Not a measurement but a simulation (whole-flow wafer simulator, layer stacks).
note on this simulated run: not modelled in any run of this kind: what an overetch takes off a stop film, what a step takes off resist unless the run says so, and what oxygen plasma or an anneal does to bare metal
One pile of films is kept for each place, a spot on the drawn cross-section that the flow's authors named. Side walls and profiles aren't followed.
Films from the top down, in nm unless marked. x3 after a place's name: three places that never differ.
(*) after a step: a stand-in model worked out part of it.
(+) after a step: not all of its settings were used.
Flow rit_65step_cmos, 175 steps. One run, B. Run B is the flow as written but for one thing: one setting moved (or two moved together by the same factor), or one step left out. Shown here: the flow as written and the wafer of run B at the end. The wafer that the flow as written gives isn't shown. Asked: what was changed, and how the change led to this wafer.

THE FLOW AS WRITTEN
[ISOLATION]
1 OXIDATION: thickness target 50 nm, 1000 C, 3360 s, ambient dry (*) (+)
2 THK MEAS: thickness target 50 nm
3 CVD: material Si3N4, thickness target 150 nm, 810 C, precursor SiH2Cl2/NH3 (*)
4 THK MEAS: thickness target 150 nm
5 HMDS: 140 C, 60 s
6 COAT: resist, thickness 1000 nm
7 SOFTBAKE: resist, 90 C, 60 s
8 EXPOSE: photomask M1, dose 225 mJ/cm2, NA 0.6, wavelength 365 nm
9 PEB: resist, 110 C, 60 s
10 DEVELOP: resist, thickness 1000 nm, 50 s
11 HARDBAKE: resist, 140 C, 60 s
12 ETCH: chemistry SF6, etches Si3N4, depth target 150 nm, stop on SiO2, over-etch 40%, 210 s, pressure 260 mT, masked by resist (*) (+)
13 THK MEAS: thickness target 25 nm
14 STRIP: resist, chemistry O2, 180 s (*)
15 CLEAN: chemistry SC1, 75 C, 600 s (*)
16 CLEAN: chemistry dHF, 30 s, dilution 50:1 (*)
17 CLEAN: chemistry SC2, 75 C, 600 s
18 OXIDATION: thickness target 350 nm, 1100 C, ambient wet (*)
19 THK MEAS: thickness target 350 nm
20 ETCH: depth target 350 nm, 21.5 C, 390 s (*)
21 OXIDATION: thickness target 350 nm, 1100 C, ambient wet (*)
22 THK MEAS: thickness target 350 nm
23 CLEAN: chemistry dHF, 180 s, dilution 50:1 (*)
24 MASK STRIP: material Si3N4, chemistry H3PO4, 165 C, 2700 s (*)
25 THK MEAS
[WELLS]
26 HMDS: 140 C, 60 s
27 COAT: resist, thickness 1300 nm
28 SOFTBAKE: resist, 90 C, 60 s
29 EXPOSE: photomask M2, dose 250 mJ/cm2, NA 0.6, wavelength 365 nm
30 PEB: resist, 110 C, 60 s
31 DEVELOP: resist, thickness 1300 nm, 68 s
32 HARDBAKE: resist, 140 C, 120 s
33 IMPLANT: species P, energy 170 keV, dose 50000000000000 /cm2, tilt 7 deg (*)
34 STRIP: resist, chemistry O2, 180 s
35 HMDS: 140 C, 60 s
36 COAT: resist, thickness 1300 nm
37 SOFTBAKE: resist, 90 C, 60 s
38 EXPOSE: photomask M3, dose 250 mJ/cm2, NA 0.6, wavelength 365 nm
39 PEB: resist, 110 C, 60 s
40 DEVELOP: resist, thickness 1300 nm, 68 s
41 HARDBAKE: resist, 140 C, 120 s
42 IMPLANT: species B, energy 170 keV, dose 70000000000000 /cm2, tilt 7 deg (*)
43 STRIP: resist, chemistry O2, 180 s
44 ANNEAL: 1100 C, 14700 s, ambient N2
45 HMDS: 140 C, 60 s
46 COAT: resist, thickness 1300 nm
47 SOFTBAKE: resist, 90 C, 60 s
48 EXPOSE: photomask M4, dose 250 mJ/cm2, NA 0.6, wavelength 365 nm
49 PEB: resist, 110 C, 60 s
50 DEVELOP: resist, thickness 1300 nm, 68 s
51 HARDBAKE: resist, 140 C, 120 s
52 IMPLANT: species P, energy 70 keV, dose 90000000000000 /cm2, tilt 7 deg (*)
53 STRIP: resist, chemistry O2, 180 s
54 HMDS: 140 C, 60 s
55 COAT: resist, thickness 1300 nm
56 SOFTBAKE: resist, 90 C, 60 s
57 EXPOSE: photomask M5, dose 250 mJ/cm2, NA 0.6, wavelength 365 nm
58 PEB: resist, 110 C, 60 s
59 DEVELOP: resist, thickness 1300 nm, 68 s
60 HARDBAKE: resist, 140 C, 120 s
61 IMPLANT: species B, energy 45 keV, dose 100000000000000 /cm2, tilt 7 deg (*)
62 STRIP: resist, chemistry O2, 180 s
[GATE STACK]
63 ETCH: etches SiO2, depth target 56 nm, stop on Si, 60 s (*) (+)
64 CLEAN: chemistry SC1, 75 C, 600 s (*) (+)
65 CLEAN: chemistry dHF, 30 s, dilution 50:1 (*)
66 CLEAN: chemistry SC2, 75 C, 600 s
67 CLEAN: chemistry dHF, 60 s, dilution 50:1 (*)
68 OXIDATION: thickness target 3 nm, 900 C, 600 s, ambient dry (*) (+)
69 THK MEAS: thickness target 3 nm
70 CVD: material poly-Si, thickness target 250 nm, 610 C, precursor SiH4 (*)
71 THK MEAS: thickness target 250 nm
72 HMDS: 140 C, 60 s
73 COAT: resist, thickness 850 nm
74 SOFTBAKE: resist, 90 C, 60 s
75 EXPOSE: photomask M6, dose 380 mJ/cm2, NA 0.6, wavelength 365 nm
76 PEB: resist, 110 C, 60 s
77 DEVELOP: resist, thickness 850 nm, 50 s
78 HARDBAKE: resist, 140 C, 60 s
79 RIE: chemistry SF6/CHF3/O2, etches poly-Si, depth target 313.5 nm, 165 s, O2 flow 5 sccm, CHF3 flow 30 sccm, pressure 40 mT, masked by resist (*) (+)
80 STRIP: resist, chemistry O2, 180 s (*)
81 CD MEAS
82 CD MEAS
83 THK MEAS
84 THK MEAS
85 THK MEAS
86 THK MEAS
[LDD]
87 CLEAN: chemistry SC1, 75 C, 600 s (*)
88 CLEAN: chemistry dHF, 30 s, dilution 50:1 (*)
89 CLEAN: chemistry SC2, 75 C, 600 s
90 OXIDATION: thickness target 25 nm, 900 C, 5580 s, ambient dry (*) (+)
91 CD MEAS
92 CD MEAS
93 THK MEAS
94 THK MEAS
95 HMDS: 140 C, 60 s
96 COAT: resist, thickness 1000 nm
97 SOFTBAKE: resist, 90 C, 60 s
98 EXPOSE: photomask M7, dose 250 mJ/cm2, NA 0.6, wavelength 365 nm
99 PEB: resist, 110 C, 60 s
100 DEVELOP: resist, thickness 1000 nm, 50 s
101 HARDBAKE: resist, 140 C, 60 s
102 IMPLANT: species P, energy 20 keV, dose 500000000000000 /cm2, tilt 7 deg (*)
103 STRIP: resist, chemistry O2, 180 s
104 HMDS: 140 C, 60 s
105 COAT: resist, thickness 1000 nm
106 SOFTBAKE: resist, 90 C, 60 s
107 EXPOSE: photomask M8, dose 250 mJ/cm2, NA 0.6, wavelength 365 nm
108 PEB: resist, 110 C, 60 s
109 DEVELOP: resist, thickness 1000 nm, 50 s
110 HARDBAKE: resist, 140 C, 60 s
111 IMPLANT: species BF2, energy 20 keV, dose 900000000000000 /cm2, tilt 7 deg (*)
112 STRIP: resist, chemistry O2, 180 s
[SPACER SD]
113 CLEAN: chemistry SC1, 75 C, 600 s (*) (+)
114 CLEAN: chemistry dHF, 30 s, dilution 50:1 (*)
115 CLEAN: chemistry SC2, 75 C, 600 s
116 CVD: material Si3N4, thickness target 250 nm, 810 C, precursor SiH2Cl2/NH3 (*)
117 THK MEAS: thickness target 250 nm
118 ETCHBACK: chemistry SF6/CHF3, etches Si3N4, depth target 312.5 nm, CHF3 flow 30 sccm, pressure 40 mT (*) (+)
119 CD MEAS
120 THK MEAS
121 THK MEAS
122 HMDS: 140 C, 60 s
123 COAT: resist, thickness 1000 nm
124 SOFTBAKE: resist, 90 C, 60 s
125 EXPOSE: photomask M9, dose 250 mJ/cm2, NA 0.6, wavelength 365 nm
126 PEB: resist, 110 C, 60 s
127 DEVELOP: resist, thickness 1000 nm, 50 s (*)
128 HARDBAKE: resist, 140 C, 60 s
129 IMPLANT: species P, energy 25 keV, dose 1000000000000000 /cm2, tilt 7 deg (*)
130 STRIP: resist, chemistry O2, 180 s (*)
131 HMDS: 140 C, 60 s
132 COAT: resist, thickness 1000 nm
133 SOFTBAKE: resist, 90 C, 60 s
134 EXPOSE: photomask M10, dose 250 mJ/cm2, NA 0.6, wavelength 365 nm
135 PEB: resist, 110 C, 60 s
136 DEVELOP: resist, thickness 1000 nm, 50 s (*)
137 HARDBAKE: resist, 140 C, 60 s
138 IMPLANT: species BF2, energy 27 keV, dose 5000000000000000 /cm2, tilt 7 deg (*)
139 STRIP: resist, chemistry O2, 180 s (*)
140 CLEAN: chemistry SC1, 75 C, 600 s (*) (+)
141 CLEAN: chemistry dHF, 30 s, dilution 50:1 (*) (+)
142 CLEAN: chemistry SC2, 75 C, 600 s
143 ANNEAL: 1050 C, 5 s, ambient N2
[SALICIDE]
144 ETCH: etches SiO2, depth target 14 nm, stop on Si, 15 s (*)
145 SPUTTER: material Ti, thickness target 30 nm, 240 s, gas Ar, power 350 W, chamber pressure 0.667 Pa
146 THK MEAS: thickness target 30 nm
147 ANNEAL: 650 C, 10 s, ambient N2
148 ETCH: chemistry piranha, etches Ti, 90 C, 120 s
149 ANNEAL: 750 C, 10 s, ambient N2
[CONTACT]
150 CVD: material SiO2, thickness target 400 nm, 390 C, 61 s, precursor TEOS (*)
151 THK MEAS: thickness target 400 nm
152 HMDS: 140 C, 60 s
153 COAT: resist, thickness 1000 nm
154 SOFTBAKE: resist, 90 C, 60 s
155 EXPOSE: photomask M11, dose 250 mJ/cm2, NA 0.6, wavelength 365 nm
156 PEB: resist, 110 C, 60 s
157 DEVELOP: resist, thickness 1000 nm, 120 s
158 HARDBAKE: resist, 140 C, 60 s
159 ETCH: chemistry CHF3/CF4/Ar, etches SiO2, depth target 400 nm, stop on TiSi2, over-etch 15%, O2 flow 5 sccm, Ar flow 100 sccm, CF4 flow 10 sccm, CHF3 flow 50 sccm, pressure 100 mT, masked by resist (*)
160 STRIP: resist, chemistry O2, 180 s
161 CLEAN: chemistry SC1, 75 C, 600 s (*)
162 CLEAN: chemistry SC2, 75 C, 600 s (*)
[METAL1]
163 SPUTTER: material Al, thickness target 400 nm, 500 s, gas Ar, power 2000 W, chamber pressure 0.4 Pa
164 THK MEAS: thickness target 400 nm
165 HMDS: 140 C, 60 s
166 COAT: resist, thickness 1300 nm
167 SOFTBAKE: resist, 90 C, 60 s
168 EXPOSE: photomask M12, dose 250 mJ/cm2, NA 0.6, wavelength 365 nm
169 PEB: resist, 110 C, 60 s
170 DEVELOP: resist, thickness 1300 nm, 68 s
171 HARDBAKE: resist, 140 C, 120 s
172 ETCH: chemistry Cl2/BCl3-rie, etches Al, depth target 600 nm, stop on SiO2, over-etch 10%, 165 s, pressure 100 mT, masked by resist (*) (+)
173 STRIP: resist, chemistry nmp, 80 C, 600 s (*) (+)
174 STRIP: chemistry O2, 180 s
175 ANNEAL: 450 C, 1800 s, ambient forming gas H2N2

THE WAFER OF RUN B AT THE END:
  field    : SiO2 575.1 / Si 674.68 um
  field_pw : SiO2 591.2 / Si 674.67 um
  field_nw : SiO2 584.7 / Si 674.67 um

The cause: step 63, ETCH: etches SiO2, depth target 56 nm, stop on Si, 60 s (*) (+), was left out.

How the change led to this, step by step:
  64 CLEAN: chemistry SC1, 75 C, 600 s (*) (+)
      active_n, active_p, gate_n and 7 more: SiO2 -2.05 (as written it would be: chemical SiO2 +0.6 (new film), Si -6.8)
  65 CLEAN: chemistry dHF, 30 s, dilution 50:1 (*)
      active_n, gate_n, spacer, sd_n, contact, m1: SiO2 -3.19 (as written it would be: chemical SiO2 -0.6 (all of it))
      active_p, gate_p, spacer_p, sd_p: SiO2 -5.29 (as written it would be: chemical SiO2 -0.6 (all of it))
  67 CLEAN: chemistry dHF, 60 s, dilution 50:1 (*)
      active_n, gate_n, spacer, sd_n, contact, m1: SiO2 -6.39 (as written it would be: chemical SiO2 -0.4 (all of it))
      active_p, gate_p, spacer_p, sd_p: SiO2 -10.8 (as written it would be: chemical SiO2 -0.4 (all of it))
  68 OXIDATION: thickness target 3 nm, 900 C, 600 s, ambient dry (*) (+)
      active_n, gate_n, spacer, sd_n, contact, m1: SiO2 +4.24, Si -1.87 (as written it would be: SiO2 +7.17 (new film), Si -3.16)
      active_p, gate_p, spacer_p, sd_p: SiO2 +4.52, Si -1.99 (as written it would be: SiO2 +7.17 (new film), Si -3.16)
  79 RIE: chemistry SF6/CHF3/O2, etches poly-Si, depth target 313.5 nm, 165 s, O2 flow 5 sccm, CHF3 flow 30 sccm, pressure 40 mT, masked by resist (*) (+)
      active_n, active_p, spacer, spacer_p, sd_n, sd_p, contact, m1: poly-Si -250 (all of it), SiO2 -10.9 (as written it would be: poly-Si -250 (all of it), SiO2 -7.17 (all of it))
  80 STRIP: resist, chemistry O2, 180 s (*)
      active_n, active_p, spacer, spacer_p, sd_n, sd_p, contact, m1: nothing (as written it would be: chemical SiO2 +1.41 (new film), Si -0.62)
  87 CLEAN: chemistry SC1, 75 C, 600 s (*)
      active_n, active_p, spacer, spacer_p, sd_n, sd_p, contact, m1: SiO2 -2.05 (as written it would be: chemical SiO2 -0.81, Si -3.7)
  88 CLEAN: chemistry dHF, 30 s, dilution 50:1 (*)
      active_n, active_p, spacer, spacer_p, sd_n, sd_p, contact, m1: SiO2 -2.78 (as written it would be: chemical SiO2 -0.6 (all of it))
  90 OXIDATION: thickness target 25 nm, 900 C, 5580 s, ambient dry (*) (+)
      spacer, sd_n, contact, m1: SiO2 +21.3, Si -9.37 (as written it would be: SiO2 +26.5 (new film), chemical SiO2 -0.4 (all of it), Si -11.5)
      active_p, spacer_p, sd_p: SiO2 +21.8, Si -9.57 (as written it would be: SiO2 +26.5 (new film), chemical SiO2 -0.4 (all of it), Si -11.5)
      (and at 5 more places)
  118 ETCHBACK: chemistry SF6/CHF3, etches Si3N4, depth target 312.5 nm, CHF3 flow 30 sccm, pressure 40 mT (*) (+)
      spacer: Si3N4 -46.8 (as written it would be: Si3N4 -54)
      spacer_p: Si3N4 -47.1 (as written it would be: Si3N4 -54)
  123 COAT: resist, thickness 1000 nm
      field: resist +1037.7 (new film) (as written it would be: resist +1066.4 (new film))
      field_nw: resist +1029.3 (new film) (as written it would be: resist +1050.5 (new film))
      (and at 3 more places)
  126 PEB: resist, 110 C, 60 s
      field: resist -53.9 (as written it would be: resist -55.6)
      field_pw: resist -53.2 (as written it would be: resist -54.3)
      (and at 4 more places)
  127 DEVELOP: resist, thickness 1000 nm, 50 s (*)
      field: resist -983.8 (all of it) (as written it would be: resist -1010.9 (all of it))
      gate_n: resist -775.8 (all of it) (as written it would be: resist -791.9 (all of it))
      (and at 1 more place)
  128 HARDBAKE: resist, 140 C, 60 s
      field_nw: resist -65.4 (as written it would be: resist -67.1)
      field_p: resist -66.3 (as written it would be: resist -68.8)
  130 STRIP: resist, chemistry O2, 180 s (*)
      field_p: resist -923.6 (all of it) (as written it would be: resist -948.8 (all of it))
  132 COAT: resist, thickness 1000 nm
      field: resist +1038.2 (new film) (as written it would be: resist +1067 (new film))
      field_nw: resist +1029.7 (new film) (as written it would be: resist +1050.9 (new film))
      (and at 3 more places)
  ... 10 more steps ...
  170 DEVELOP: resist, thickness 1300 nm, 68 s
      field: resist -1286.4 (all of it) (as written it would be: resist -1316.6 (all of it))
      field_p: resist -1293.3 (all of it) (as written it would be: resist -1324.1 (all of it))
